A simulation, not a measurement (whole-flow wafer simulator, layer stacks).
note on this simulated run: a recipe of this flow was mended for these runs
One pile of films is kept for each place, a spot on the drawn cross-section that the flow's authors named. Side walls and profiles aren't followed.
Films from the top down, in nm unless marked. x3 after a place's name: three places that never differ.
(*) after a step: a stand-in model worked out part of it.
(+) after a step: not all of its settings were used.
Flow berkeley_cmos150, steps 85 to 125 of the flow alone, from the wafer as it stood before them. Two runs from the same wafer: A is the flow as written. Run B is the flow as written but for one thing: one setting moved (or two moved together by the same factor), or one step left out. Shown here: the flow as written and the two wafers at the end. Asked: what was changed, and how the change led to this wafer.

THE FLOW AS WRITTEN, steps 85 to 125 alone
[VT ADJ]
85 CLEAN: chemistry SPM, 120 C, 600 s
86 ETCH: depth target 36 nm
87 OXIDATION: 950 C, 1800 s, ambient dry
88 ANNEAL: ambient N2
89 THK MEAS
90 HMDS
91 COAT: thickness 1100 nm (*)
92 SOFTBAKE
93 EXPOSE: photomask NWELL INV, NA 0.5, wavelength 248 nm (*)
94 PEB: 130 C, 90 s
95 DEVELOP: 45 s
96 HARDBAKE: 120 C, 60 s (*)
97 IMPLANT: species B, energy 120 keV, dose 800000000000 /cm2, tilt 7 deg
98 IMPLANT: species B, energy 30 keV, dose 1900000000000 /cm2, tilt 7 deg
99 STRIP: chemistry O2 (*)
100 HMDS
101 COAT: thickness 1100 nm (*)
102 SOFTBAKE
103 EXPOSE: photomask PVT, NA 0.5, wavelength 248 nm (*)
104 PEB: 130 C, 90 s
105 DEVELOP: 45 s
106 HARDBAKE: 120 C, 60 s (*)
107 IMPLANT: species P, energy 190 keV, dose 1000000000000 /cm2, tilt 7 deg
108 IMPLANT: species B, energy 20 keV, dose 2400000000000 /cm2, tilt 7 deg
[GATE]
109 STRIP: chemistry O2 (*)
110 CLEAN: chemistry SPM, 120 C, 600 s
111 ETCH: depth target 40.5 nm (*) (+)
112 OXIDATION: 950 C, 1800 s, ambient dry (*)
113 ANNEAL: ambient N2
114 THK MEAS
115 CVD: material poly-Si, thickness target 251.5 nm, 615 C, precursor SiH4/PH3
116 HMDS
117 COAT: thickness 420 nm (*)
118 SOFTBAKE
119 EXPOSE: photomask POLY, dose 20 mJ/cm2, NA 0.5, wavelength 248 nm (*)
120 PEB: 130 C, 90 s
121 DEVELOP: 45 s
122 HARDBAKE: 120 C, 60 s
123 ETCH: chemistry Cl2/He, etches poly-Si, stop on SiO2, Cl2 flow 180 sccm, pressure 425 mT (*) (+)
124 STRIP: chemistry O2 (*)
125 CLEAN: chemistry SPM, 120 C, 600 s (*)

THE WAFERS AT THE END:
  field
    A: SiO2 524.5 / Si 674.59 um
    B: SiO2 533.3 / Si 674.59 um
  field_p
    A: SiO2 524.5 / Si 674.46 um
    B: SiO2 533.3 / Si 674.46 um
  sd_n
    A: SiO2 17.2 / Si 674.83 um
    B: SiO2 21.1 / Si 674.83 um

The cause: step 111, ETCH: depth target 31.59 nm was run, where the flow has depth target 40.5 nm.

How the change led to this, step by step:
  111 ETCH: depth target 40.5 nm (*) (+)
      sd_n: A SiO2 -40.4 (all of it) | B SiO2 -31.6
      field, field_p: A SiO2 -40.5 | B SiO2 -31.6
  112 OXIDATION: 950 C, 1800 s, ambient dry (*)
      sd_n: A SiO2 +20.4 (new film), Si -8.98 | B SiO2 +15.5, Si -6.83
